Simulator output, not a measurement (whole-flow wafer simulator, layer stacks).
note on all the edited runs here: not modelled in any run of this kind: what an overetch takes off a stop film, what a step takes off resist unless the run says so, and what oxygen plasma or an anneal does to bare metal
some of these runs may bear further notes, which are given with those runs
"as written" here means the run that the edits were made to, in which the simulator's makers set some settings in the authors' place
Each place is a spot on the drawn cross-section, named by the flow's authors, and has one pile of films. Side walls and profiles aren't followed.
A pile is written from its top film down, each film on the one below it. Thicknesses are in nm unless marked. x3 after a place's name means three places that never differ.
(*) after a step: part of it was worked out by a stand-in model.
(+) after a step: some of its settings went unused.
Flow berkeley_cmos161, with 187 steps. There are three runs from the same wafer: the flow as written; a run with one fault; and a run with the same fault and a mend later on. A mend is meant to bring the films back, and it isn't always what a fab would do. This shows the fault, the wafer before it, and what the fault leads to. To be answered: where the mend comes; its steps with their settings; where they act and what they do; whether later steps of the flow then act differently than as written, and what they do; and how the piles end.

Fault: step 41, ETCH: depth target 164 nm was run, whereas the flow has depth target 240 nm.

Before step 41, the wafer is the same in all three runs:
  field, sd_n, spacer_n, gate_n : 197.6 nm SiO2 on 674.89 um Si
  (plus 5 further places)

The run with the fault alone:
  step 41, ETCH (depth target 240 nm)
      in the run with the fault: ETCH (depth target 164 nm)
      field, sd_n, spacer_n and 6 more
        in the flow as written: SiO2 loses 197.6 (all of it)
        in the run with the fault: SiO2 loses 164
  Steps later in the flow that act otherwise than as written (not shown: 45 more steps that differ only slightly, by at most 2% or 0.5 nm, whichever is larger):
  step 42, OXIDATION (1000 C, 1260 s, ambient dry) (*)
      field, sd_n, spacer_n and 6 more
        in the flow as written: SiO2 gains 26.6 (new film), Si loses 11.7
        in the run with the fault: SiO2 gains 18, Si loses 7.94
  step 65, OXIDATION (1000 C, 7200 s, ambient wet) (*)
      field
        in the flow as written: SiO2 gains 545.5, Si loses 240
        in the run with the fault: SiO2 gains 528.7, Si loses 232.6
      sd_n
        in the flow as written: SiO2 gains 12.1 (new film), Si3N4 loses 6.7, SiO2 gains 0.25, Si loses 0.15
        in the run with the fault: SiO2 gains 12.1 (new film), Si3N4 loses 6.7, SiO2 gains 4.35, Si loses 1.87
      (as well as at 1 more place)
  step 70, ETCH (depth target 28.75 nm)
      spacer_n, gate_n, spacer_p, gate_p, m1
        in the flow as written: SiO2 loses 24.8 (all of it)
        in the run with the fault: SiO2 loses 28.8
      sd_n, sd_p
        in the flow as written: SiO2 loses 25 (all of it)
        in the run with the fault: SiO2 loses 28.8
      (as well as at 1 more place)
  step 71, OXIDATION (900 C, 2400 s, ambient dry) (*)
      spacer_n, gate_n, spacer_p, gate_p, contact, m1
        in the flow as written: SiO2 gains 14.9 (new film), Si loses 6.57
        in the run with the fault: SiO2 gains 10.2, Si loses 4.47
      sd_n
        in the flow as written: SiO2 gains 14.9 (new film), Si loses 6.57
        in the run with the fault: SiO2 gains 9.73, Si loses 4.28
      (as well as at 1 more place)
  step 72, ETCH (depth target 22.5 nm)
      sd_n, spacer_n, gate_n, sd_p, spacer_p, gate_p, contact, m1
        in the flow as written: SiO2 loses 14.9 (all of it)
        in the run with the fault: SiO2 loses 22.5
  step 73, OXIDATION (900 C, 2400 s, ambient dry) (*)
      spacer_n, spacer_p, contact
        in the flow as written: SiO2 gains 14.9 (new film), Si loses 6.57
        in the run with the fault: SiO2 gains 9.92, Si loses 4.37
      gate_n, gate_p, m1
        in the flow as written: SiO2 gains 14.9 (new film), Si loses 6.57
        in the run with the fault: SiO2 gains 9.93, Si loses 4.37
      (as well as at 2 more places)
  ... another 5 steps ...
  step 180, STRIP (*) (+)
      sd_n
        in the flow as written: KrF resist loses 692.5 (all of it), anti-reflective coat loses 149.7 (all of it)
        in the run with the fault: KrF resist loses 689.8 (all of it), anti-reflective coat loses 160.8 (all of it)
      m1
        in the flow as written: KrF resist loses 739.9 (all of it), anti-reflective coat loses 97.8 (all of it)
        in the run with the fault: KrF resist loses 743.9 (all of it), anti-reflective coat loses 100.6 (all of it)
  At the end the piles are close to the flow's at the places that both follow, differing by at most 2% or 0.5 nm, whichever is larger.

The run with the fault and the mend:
  The mend stands after step 41.
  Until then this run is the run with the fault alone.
  step 41a, ETCH (depth target 76 nm) (the flow's step 41 again, with other settings)
      field, sd_n, spacer_n and 6 more
        SiO2 loses 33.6 (all of it)
  Later steps of the flow that are run all act as written at every place that is followed.
  At every place that both follow, the piles at the end match the flow's.
